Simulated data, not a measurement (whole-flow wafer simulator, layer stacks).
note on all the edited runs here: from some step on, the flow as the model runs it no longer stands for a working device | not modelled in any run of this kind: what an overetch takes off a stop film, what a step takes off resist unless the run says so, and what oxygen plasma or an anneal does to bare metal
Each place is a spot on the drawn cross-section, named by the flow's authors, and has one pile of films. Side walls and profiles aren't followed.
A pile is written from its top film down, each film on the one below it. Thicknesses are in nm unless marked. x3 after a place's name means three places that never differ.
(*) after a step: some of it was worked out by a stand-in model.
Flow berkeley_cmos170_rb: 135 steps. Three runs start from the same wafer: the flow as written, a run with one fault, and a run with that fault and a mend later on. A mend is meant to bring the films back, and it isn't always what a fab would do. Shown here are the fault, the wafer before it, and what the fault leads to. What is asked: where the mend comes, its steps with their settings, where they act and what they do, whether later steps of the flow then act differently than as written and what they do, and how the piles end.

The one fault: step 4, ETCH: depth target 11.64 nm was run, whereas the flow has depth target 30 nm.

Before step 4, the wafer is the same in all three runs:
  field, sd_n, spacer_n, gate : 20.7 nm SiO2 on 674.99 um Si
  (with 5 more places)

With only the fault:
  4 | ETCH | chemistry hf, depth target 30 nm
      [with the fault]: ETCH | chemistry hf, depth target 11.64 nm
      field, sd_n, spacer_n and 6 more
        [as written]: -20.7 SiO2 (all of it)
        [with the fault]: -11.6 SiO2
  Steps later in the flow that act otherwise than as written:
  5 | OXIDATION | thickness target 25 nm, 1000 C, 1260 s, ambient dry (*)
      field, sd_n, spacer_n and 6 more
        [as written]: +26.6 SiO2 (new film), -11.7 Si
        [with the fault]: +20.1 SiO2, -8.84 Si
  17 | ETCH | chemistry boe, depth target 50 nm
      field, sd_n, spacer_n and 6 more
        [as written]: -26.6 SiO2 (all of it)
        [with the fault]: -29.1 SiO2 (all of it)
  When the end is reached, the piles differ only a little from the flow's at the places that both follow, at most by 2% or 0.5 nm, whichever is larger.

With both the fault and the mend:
  After step 4 comes the mend.
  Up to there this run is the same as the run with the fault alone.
  4a | ETCH | chemistry hf, depth target 18.36 nm (the flow's step 4 again, with other settings)
      field, sd_n, spacer_n and 6 more
        -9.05 SiO2 (all of it)
  Later steps of the flow that are run all act as written at every place that is followed.
  At every place that both follow, the piles at the end match the flow's.
